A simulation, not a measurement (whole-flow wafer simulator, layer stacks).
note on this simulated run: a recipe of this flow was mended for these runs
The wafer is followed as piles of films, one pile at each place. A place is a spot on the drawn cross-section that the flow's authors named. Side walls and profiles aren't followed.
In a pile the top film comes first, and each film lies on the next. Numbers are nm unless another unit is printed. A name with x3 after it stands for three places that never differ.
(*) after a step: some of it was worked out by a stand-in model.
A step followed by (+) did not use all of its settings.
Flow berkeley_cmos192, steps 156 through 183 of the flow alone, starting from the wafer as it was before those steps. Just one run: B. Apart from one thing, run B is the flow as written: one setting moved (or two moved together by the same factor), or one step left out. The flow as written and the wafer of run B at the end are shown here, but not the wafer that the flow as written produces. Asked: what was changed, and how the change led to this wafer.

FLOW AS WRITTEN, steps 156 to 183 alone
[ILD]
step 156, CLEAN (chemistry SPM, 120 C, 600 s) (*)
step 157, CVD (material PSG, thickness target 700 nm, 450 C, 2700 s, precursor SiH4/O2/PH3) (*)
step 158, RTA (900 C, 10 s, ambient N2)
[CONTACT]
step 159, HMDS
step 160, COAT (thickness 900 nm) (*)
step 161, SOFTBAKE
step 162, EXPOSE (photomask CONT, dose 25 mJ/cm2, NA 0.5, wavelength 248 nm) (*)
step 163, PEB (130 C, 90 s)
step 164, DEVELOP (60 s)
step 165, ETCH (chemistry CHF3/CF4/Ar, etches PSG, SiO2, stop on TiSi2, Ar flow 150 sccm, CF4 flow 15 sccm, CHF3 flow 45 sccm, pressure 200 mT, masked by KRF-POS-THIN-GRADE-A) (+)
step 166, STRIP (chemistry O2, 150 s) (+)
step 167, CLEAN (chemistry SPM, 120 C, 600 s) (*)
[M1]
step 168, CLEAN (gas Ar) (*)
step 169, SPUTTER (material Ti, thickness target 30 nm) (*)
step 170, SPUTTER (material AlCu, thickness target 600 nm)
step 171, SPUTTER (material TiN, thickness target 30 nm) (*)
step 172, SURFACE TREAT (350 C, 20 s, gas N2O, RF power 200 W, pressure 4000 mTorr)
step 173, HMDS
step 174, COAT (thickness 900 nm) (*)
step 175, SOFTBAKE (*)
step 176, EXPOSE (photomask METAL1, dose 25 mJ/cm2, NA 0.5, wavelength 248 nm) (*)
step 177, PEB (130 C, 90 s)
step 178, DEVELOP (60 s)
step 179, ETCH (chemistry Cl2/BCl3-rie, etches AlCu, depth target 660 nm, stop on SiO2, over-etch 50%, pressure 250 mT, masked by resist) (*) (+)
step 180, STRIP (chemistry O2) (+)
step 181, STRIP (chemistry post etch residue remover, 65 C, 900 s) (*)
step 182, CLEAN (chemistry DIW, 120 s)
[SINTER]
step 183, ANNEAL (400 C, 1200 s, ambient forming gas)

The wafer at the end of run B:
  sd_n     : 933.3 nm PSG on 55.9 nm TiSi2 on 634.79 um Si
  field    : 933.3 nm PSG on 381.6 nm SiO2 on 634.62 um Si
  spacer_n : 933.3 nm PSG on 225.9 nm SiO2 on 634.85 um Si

Cause: step 157, CVD: thickness target 980 nm was run, whereas the flow has thickness target 700 nm; step 157, CVD: 3780 s was run, where the flow has 2700 s.

Step by step, how the change led to this:
  step 157, CVD (material PSG, thickness target 700 nm, 450 C, 2700 s, precursor SiH4/O2/PH3) (*)
      field, sd_n, spacer_n, gate, spacer_p, gate_p, contact, m1: PSG gains 980 (new film) (in the flow as written it would be: PSG gains 700 (new film))
      sd_p: PSG gains 980 (new film) (in the flow as written it would be: PSG gains 668 (new film))
  step 160, COAT (thickness 900 nm) (*)
      sd_p: KrF-resist gains 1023 (new film) (in the flow as written it would be: KrF-resist gains 1044.9 (new film))
  step 165, ETCH (chemistry CHF3/CF4/Ar, etches PSG, SiO2, stop on TiSi2, Ar flow 150 sccm, CF4 flow 15 sccm, CHF3 flow 45 sccm, pressure 200 mT, masked by KRF-POS-THIN-GRADE-A) (+)
      field, sd_n, spacer_n, gate, sd_p, spacer_p, gate_p, m1: KrF-resist loses 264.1 (in the flow as written it would be: KrF-resist loses 194.1)
      contact: PSG loses 980 (all of it), TiSi2 loses 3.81 (in the flow as written it would be: PSG loses 700 (all of it), TiSi2 loses 3.81)
  step 166, STRIP (chemistry O2, 150 s) (+)
      field: KrF-resist loses 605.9 (all of it) (in the flow as written it would be: KrF-resist loses 672.6 (all of it))
      sd_n: KrF-resist loses 717.1 (all of it) (in the flow as written it would be: KrF-resist loses 784.4 (all of it))
      (as well as at 6 more places)
  step 169, SPUTTER (material Ti, thickness target 30 nm) (*)
      sd_p: Ti gains 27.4 (new film) (in the flow as written it would be: Ti gains 26.8 (new film))
      contact: Ti gains 18.1 (new film) (in the flow as written it would be: Ti gains 21.1 (new film))
  step 170, SPUTTER (material AlCu, thickness target 600 nm)
      sd_p: AlCu gains 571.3 (new film) (in the flow as written it would be: AlCu gains 557.4 (new film))
      contact: AlCu gains 348.3 (new film) (in the flow as written it would be: AlCu gains 411.7 (new film))
  step 171, SPUTTER (material TiN, thickness target 30 nm) (*)
      sd_p: TiN gains 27 (new film) (in the flow as written it would be: TiN gains 26.2 (new film))
      contact: TiN gains 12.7 (new film) (in the flow as written it would be: TiN gains 16 (new film))
  step 174, COAT (thickness 900 nm) (*)
      sd_n: KrF-resist gains 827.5 (new film) (in the flow as written it would be: KrF-resist gains 874.9 (new film))
      sd_p: KrF-resist gains 1046 (new film) (in the flow as written it would be: KrF-resist gains 1082.2 (new film))
      (as well as at 2 more places)
  step 177, PEB (130 C, 90 s)
      contact: KrF-resist loses 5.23 (in the flow as written it would be: KrF-resist loses 4.29)
  step 178, DEVELOP (60 s)
      sd_n: KrF-resist loses 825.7 (all of it) (in the flow as written it would be: KrF-resist loses 873 (all of it))
      sd_p: KrF-resist loses 1043.7 (all of it) (in the flow as written it would be: KrF-resist loses 1079.7 (all of it))
  step 179, ETCH (chemistry Cl2/BCl3-rie, etches AlCu, depth target 660 nm, stop on SiO2, over-etch 50%, pressure 250 mT, masked by resist) (*) (+)
      sd_p: TiN loses 27 (all of it), AlCu loses 571.3 (all of it), Ti loses 27.4 (all of it), PSG loses 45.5 (in the flow as written it would be: TiN loses 26.2 (all of it), AlCu loses 557.4 (all of it), Ti loses 26.8 (all of it), PSG loses 47.4)
  step 180, STRIP (chemistry O2) (+)
      contact: KrF-resist loses 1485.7 (all of it) (in the flow as written it would be: KrF-resist loses 1203.2 (all of it))
      m1: KrF-resist loses 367 (all of it) (in the flow as written it would be: KrF-resist loses 396.5 (all of it))
